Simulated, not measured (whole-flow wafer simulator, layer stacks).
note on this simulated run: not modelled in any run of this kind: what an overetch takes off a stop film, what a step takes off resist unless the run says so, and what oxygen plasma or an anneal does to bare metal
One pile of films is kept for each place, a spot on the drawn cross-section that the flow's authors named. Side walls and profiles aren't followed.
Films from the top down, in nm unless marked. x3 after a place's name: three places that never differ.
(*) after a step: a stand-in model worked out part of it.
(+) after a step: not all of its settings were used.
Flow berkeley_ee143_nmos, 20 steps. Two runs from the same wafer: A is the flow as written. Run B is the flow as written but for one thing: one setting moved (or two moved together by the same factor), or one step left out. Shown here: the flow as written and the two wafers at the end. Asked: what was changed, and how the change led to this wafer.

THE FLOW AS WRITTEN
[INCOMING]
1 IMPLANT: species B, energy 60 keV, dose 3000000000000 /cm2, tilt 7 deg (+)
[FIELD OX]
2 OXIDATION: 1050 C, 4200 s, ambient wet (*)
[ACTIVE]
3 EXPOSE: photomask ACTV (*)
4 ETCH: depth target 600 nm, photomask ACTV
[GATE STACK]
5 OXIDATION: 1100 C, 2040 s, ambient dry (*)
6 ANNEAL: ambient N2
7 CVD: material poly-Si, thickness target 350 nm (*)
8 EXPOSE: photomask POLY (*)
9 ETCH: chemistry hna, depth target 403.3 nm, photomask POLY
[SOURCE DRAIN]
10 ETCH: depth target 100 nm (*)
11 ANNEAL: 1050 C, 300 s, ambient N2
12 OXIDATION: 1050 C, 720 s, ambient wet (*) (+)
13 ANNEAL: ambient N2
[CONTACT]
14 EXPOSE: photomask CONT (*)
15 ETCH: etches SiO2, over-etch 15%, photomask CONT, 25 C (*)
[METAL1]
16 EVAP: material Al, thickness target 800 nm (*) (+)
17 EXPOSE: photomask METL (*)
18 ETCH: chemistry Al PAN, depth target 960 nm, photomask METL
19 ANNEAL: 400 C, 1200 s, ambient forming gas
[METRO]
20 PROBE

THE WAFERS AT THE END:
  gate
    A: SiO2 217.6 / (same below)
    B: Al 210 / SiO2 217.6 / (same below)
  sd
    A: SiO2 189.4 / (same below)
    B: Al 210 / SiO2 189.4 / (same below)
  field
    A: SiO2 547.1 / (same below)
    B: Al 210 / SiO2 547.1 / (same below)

The cause: step 18, ETCH: depth target 590 nm was run, where the flow has depth target 960 nm.

How the change led to this, step by step:
  18 ETCH: chemistry Al PAN, depth target 960 nm, photomask METL
      gate, sd, field: A Al -800 (all of it) | B Al -590
Counting metal films that touch as one body, gate has 1 body; the flow as written gives 0 bodies.
Counting metal films that touch as one body, sd has 1 body; the flow as written gives 0 bodies.
Counting metal films that touch as one body, field has 1 body; the flow as written gives 0 bodies.
